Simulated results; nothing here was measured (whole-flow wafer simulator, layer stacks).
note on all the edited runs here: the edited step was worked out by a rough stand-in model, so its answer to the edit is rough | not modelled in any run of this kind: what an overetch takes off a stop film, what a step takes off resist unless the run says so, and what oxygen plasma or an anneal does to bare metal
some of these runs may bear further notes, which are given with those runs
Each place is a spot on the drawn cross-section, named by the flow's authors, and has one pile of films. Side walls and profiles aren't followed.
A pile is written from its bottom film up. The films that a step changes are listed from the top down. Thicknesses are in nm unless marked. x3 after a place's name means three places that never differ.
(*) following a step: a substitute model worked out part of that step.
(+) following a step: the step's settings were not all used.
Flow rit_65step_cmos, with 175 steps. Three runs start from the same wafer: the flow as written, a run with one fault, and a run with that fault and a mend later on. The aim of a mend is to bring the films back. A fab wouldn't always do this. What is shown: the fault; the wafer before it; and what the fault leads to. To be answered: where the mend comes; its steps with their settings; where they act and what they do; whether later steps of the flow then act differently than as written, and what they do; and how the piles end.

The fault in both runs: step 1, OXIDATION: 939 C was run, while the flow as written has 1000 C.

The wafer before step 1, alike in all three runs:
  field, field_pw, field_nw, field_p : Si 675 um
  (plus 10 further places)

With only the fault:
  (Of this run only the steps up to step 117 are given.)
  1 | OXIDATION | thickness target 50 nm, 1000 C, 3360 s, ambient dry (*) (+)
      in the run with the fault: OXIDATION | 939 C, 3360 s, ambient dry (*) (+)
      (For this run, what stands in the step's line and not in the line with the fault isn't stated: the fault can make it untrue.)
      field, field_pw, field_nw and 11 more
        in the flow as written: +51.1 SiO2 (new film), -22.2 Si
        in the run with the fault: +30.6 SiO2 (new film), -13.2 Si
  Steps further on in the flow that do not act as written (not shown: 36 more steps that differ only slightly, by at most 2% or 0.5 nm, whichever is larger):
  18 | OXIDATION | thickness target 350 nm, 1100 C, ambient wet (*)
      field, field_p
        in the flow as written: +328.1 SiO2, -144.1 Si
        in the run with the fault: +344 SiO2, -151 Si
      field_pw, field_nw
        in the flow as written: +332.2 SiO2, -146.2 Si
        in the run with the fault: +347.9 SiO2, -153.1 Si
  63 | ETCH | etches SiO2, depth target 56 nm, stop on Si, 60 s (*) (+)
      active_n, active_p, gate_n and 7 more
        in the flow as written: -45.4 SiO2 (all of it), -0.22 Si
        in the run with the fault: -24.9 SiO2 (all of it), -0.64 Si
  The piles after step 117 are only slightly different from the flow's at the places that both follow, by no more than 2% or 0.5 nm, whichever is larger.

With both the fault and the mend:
  The mend follows step 2.
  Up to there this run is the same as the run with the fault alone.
  2a | ETCH | depth target 35 nm, 21.5 C, 39 s
      field, field_pw, field_nw and 11 more
        -30.6 SiO2 (all of it)
  2b | CLEAN | chemistry SC2, 75 C, 600 s
      field, field_pw, field_nw and 11 more
        +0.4 chemical SiO2 (new film), -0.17 Si
  2c | OXIDATION | 1000 C, 3360 s, ambient dry (*) (the flow's step 1 again, with other settings)
      field, field_pw, field_nw and 11 more
        +51 SiO2 (new film), -0.4 chemical SiO2 (all of it), -22.3 Si
  Steps further on in the flow that do not act as written (not shown: 17 more steps that differ only slightly, by at most 2% or 0.5 nm, whichever is larger):
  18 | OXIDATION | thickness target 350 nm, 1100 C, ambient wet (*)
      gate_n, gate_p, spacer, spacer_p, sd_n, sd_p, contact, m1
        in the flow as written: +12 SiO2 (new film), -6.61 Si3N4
        in the run with the mend: +12 SiO2 (new film), -6.61 Si3N4, +0.03 SiO2
  The piles end only slightly different from the flow's at the places that both follow, by no more than 2% or 0.5 nm, whichever is larger.
